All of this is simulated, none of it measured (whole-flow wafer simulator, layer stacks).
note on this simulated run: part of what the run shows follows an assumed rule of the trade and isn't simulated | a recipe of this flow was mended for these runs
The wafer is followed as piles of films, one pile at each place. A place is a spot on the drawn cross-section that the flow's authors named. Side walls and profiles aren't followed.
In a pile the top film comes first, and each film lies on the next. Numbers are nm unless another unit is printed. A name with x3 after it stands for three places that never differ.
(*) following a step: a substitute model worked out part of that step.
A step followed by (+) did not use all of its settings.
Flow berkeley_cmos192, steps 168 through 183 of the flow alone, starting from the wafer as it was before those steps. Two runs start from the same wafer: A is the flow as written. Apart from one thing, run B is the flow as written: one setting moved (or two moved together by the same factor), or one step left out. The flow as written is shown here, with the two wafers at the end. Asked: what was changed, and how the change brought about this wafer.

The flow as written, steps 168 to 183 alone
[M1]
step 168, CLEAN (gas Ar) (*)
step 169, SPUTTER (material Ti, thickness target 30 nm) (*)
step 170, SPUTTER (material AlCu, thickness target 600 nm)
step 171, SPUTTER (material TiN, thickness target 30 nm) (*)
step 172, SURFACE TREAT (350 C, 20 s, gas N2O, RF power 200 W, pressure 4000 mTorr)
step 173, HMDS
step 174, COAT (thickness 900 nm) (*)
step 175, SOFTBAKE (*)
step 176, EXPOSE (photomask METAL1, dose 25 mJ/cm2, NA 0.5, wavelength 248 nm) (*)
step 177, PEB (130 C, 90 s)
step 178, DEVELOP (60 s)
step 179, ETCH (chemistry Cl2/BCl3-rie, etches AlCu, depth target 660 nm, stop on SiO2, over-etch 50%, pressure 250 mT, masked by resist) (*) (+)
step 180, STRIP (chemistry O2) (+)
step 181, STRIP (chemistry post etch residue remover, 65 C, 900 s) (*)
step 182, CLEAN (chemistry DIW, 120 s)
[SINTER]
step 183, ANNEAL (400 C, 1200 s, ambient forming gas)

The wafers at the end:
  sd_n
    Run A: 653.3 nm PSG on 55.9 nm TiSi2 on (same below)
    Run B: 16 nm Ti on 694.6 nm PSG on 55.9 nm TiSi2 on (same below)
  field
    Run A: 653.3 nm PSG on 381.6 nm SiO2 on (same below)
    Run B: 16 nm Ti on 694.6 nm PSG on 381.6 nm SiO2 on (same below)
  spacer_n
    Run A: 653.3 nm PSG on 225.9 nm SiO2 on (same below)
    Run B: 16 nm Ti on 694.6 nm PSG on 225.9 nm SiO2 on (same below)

The reason: step 171, SPUTTER: thickness target 19 nm was run, while the flow as written has thickness target 30 nm; step 179, ETCH: depth target 422 nm was run, where the flow has depth target 660 nm.

The path from the change to this, step by step:
  step 171, SPUTTER (material TiN, thickness target 30 nm) (*)
      field, sd_n, spacer_n, gate, spacer_p, gate_p, m1: A +30 TiN (new film) | B +19 TiN (new film)
      sd_p: A +26.2 TiN (new film) | B +16.6 TiN (new film)
      (also at 1 further place)
  step 179, ETCH (chemistry Cl2/BCl3-rie, etches AlCu, depth target 660 nm, stop on SiO2, over-etch 50%, pressure 250 mT, masked by resist) (*) (+)
      field, sd_n, spacer_n, gate, spacer_p, gate_p: A -30 TiN (all of it), -600 AlCu (all of it), -30 Ti (all of it), -41.2 PSG | B -19 TiN (all of it), -600 AlCu (all of it), -14 Ti
      contact, m1: A -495 KrF-resist | B -323.7 KrF-resist
      (also at 1 further place)
  step 180, STRIP (chemistry O2) (+)
      contact: A -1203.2 KrF-resist (all of it) | B -1369.6 KrF-resist (all of it)
      m1: A -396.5 KrF-resist (all of it) | B -567.5 KrF-resist (all of it)
With metal films that touch counted as one body, sd_n has 1 body; the flow as written gives 0 bodies.
With metal films that touch counted as one body, field has 1 body; the flow as written gives 0 bodies.
With metal films that touch counted as one body, spacer_n has 1 body; the flow as written gives 0 bodies.
